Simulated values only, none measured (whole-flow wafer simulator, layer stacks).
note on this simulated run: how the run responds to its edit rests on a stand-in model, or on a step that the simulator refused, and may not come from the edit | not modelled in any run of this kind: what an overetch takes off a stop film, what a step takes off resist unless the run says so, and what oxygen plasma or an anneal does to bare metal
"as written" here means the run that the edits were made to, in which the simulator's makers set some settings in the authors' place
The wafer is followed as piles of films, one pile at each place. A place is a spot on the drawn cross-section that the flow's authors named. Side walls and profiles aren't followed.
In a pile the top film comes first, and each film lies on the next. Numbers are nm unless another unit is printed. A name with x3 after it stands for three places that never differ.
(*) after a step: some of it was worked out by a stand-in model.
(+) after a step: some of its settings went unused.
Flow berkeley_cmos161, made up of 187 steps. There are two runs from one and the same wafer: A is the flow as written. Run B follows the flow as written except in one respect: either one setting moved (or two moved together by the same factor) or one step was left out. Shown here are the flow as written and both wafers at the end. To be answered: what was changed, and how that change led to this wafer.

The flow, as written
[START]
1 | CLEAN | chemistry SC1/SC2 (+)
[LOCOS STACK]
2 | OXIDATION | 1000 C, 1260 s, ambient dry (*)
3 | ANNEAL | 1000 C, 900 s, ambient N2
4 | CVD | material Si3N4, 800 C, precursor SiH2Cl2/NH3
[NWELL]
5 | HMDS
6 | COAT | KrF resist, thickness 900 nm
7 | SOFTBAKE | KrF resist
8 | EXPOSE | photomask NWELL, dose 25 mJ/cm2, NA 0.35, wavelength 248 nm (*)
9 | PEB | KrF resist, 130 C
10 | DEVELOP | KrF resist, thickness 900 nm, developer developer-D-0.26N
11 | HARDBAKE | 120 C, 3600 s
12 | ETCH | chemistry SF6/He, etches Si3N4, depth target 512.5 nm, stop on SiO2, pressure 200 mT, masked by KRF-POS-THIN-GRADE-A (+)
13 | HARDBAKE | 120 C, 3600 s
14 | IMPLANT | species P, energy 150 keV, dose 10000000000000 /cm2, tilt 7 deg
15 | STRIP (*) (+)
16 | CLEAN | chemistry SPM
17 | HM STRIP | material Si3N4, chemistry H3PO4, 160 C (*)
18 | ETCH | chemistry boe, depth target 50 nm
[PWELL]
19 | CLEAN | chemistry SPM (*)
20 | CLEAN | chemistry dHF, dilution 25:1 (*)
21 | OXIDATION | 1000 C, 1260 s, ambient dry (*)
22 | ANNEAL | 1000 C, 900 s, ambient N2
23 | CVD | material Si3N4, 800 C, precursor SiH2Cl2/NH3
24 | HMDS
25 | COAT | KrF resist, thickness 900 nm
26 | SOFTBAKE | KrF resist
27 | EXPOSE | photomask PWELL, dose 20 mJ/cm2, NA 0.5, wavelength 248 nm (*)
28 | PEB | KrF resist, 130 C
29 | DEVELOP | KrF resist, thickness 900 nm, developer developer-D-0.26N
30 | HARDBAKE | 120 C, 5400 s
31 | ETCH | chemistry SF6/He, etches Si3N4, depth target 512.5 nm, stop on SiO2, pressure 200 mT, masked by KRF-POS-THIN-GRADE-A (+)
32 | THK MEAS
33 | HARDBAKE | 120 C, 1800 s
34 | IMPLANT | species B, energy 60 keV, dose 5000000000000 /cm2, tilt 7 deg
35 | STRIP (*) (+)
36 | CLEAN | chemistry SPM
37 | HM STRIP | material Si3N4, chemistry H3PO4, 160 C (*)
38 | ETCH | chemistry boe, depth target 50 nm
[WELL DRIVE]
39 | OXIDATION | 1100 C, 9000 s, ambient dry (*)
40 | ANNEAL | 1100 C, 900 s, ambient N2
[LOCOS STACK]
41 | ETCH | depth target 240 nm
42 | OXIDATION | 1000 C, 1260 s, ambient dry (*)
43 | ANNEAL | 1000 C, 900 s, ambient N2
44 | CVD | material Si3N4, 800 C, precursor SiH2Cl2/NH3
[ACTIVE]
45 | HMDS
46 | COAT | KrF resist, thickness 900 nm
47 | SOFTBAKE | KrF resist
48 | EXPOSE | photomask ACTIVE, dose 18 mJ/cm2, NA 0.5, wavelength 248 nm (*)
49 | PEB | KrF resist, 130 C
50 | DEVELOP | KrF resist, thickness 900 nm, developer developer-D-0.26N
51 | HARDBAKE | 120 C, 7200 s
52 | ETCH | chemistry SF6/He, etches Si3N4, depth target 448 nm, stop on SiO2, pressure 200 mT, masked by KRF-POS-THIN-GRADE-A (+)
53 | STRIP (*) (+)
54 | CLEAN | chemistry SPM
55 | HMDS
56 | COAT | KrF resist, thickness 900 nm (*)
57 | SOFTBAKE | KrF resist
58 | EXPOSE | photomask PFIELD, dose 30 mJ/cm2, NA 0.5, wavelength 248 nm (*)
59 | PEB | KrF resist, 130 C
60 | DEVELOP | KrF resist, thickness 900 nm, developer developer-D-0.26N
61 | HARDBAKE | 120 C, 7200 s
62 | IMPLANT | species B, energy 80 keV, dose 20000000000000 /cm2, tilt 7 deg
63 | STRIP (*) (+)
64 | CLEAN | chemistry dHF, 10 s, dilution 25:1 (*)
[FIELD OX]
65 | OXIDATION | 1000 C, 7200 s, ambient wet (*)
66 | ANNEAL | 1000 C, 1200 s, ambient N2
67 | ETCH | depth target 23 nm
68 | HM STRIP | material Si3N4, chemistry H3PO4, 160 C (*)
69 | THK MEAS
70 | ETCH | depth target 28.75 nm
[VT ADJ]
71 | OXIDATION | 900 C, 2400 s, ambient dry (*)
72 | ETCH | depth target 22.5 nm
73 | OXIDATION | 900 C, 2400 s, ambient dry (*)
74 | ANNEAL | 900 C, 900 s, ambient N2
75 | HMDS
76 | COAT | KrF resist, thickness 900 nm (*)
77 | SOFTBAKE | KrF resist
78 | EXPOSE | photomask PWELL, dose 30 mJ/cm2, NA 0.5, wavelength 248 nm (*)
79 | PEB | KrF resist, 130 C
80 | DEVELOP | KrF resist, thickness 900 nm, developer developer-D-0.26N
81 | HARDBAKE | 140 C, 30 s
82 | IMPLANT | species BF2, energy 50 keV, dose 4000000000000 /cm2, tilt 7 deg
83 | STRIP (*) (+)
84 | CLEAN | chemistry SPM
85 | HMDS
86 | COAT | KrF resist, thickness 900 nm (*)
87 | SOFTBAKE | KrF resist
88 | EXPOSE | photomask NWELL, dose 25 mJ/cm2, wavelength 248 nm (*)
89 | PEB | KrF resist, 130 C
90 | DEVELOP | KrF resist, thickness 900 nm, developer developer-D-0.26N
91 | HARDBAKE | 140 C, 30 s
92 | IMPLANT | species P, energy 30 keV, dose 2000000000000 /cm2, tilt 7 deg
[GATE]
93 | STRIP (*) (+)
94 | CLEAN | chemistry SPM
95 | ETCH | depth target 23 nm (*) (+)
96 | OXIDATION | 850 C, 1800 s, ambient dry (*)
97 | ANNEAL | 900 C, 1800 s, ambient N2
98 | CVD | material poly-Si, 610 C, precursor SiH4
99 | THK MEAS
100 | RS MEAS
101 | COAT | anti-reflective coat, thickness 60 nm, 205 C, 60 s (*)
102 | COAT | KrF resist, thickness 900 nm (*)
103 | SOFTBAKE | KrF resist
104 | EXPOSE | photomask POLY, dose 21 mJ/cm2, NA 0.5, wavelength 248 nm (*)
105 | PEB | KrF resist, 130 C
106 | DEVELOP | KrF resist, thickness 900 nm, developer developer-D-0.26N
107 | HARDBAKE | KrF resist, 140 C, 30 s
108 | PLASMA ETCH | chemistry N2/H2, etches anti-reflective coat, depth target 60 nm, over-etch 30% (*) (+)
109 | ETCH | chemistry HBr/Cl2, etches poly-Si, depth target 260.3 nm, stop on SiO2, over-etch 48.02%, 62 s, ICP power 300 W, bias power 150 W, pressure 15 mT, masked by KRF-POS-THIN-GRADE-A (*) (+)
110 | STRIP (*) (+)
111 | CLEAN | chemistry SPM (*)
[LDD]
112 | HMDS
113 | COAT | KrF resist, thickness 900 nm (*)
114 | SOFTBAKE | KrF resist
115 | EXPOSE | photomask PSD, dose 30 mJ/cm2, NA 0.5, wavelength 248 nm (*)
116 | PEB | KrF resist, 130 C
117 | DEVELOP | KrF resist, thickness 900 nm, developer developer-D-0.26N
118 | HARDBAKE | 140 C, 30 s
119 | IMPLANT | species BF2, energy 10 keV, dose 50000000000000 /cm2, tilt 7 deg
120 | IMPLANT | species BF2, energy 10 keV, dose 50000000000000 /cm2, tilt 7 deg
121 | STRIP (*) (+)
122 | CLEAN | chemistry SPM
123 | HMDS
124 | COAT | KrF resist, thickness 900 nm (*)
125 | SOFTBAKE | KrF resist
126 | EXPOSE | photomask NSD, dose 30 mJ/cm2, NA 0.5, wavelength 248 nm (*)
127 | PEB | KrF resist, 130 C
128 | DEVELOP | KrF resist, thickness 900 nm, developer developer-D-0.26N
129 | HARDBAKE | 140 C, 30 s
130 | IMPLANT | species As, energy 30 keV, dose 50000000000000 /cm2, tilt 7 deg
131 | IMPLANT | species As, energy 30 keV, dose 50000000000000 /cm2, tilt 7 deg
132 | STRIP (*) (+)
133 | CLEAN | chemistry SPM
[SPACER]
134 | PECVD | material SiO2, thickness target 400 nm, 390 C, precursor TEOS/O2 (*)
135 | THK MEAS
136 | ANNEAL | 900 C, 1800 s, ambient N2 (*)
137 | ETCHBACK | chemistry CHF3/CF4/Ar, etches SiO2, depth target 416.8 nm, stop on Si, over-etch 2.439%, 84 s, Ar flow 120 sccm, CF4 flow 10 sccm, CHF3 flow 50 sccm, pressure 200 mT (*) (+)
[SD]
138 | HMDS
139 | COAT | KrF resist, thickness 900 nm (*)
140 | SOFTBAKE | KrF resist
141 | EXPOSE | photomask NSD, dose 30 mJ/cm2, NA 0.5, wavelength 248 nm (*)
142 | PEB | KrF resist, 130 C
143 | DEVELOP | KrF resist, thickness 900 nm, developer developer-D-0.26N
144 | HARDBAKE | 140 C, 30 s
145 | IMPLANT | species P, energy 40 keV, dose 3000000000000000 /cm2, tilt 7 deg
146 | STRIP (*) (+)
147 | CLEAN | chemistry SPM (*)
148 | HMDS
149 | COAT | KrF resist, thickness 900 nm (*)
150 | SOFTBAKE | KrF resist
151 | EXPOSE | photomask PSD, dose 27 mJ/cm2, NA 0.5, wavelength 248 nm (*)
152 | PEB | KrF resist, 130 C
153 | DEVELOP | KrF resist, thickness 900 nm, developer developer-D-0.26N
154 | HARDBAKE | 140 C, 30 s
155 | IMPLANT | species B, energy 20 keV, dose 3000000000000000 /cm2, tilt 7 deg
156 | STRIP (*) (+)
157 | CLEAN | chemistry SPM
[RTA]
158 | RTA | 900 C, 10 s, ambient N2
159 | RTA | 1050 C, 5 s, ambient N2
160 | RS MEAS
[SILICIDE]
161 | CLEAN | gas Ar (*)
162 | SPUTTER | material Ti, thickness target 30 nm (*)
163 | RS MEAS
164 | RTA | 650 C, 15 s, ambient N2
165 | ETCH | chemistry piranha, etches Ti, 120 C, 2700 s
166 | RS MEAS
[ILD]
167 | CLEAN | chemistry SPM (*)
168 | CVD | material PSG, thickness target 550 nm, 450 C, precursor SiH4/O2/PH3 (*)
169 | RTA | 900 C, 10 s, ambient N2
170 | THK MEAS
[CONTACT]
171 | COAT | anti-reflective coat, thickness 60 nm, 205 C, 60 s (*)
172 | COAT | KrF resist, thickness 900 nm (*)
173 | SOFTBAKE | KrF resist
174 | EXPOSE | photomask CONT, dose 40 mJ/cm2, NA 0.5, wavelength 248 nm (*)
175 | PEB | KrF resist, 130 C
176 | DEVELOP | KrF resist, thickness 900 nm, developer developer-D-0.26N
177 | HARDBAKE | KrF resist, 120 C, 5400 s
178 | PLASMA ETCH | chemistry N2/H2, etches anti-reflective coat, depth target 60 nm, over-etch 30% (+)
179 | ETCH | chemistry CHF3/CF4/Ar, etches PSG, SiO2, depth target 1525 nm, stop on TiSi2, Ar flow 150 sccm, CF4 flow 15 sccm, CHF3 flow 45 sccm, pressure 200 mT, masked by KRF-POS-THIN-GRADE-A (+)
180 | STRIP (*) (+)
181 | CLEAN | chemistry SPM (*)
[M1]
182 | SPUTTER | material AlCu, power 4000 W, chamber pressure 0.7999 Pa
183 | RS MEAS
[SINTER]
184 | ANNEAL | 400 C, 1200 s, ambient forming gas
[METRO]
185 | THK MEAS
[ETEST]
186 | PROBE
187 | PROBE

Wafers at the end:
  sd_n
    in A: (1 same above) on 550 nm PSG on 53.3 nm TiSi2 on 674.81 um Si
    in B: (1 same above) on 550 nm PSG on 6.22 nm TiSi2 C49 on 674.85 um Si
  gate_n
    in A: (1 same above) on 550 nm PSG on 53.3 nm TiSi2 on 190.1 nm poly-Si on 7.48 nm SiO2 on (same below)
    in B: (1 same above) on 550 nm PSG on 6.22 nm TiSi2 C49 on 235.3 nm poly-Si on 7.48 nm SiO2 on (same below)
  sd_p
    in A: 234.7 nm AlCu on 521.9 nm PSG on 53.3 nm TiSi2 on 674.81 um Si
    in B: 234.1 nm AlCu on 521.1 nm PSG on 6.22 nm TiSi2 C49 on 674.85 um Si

What caused this: step 164, RTA: 520 C was run, though the flow has 650 C.

Step by step, how the change led to this:
  164 | RTA | 650 C, 15 s, ambient N2
      sd_n, sd_p, contact, m1: A Ti loses 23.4, TiSi first gains 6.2 (new film), TiSi2 C49 gains 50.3 (new film), Si loses 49 | B Ti loses 3.57, TiSi first gains 6.11 (new film), Si loses 4.05
      gate_n, gate_p: A Ti loses 23.4, TiSi first gains 6.2 (new film), TiSi2 C49 gains 50.3 (new film), poly-Si loses 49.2 | B Ti loses 3.57, TiSi first gains 6.11 (new film), poly-Si loses 4.07
  165 | ETCH | chemistry piranha, etches Ti, 120 C, 2700 s
      sd_n, gate_n, sd_p, gate_p, contact, m1: A Ti loses 6.6 (all of it), TiSi first loses 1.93 | B Ti loses 26.4 (all of it), TiSi first loses 1.92
  169 | RTA | 900 C, 10 s, ambient N2
      sd_n, sd_p, contact, m1: A under 1 film: TiSi2 gains 53.3 (new film), TiSi first loses 4.27 (all of it), TiSi2 C49 loses 50.3 (all of it), Si loses 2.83 | B under 1 film: TiSi2 C49 gains 6.22 (new film), TiSi first loses 4.18 (all of it), Si loses 2.78
      gate_n, gate_p: A under 1 film: TiSi2 gains 53.3 (new film), TiSi first loses 4.27 (all of it), TiSi2 C49 loses 50.3 (all of it), poly-Si loses 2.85 | B under 1 film: TiSi2 C49 gains 6.22 (new film), TiSi first loses 4.18 (all of it), poly-Si loses 2.79
  179 | ETCH | chemistry CHF3/CF4/Ar, etches PSG, SiO2, depth target 1525 nm, stop on TiSi2, Ar flow 150 sccm, CF4 flow 15 sccm, CHF3 flow 45 sccm, pressure 200 mT, masked by KRF-POS-THIN-GRADE-A (+)
      contact: A PSG loses 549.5 (all of it), TiSi2 loses 3.81 | B PSG loses 549.5 (all of it)
